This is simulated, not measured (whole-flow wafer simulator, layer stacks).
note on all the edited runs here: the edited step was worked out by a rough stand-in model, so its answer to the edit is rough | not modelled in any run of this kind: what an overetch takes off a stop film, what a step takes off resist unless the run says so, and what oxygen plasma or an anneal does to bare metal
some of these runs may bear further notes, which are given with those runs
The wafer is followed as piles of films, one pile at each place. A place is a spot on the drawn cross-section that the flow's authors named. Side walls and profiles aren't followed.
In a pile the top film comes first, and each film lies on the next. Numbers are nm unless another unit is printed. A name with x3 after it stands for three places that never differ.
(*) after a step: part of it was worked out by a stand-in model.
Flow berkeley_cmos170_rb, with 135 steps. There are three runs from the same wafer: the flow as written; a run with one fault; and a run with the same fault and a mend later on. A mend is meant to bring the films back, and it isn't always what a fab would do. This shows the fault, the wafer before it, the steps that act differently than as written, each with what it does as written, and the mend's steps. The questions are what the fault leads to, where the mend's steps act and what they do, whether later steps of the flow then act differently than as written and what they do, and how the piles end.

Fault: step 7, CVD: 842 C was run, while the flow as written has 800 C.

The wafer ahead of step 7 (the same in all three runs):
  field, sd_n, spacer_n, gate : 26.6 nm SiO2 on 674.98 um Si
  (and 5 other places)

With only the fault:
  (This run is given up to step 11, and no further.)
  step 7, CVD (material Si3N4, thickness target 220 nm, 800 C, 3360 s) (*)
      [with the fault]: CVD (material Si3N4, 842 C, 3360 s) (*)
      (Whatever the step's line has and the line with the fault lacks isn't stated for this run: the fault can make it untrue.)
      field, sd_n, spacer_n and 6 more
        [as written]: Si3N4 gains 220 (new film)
        [with the fault]: Si3N4 gains 348.9 (new film)
  Later steps of the flow up to step 11 that are run all act as written at every place that is followed.
  Once step 11 is done, the piles at field, sd_n, spacer_n and 6 more depart from the flow's by more than 2% or 0.5 nm, whichever is larger.
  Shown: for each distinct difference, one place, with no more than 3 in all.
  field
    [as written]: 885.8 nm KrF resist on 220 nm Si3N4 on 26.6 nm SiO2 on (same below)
    [with the fault]: 885.8 nm KrF resist on 348.9 nm Si3N4 on 26.6 nm SiO2 on (same below)
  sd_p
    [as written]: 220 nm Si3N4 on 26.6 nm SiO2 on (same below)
    [with the fault]: 348.9 nm Si3N4 on 26.6 nm SiO2 on (same below)

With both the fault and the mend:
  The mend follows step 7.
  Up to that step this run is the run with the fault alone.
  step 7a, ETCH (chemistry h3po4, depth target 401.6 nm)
      field, sd_n, spacer_n and 6 more
        Si3N4 loses 348.9 (all of it)
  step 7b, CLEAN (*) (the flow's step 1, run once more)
      alters no film at any place that is followed
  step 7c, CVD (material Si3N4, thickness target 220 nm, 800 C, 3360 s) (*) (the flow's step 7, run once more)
      field, sd_n, spacer_n and 6 more
        Si3N4 gains 220 (new film)
  Later steps of the flow that are run all act as written at every place that is followed.
  By the end, the piles equal the flow's at every place that both follow.
